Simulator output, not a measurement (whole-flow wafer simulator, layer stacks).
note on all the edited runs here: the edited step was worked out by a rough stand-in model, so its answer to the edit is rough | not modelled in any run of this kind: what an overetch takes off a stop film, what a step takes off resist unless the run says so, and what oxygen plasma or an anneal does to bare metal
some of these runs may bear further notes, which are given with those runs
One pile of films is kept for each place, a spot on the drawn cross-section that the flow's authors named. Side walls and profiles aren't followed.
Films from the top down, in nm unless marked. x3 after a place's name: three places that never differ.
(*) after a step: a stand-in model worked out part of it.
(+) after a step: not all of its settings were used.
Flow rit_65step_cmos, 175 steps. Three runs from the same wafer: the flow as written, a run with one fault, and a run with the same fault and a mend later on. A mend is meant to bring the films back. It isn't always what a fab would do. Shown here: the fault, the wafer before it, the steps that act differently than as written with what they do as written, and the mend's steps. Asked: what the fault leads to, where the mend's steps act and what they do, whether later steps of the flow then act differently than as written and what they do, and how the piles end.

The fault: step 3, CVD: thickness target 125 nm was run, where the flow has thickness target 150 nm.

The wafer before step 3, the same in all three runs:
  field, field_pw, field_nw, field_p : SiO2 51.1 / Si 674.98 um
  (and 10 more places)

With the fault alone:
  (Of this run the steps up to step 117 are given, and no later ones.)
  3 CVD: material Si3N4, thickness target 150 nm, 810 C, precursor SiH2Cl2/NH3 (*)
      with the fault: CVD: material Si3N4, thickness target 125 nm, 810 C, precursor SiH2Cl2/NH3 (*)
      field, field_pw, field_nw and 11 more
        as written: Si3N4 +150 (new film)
        with the fault: Si3N4 +125 (new film)
  Later steps of the flow that act differently than as written (35 more steps differ only slightly, by at most 2% or 0.5 nm, whichever is larger, and aren't shown):
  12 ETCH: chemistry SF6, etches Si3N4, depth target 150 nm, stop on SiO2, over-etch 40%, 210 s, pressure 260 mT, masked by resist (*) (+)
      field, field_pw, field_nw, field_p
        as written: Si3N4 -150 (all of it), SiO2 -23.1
        with the fault: Si3N4 -125 (all of it), SiO2 -32.7
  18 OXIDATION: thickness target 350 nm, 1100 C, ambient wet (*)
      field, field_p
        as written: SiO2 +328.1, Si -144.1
        with the fault: SiO2 +335.6, Si -147.4
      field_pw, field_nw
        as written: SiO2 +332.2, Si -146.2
        with the fault: SiO2 +339.4, Si -149.4
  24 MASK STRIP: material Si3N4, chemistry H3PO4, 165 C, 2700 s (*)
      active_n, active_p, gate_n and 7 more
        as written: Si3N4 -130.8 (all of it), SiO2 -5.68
        with the fault: Si3N4 -105.8 (all of it), SiO2 -6.63
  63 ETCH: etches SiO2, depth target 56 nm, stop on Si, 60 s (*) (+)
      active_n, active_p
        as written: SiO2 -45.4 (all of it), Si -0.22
        with the fault: SiO2 -44.4 (all of it), Si -0.24
  After step 117 the piles differ from the flow's only slightly at the places that both follow, by at most 2% or 0.5 nm, whichever is larger.

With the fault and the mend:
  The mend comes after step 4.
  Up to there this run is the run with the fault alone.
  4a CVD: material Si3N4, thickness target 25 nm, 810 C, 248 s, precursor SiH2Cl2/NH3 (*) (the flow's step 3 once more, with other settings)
      field, field_pw, field_nw and 11 more
        Si3N4 +25
  No later step of the flow acts differently than as written at any place that is followed.
  At the end the piles are the same as the flow's at every place that both follow.
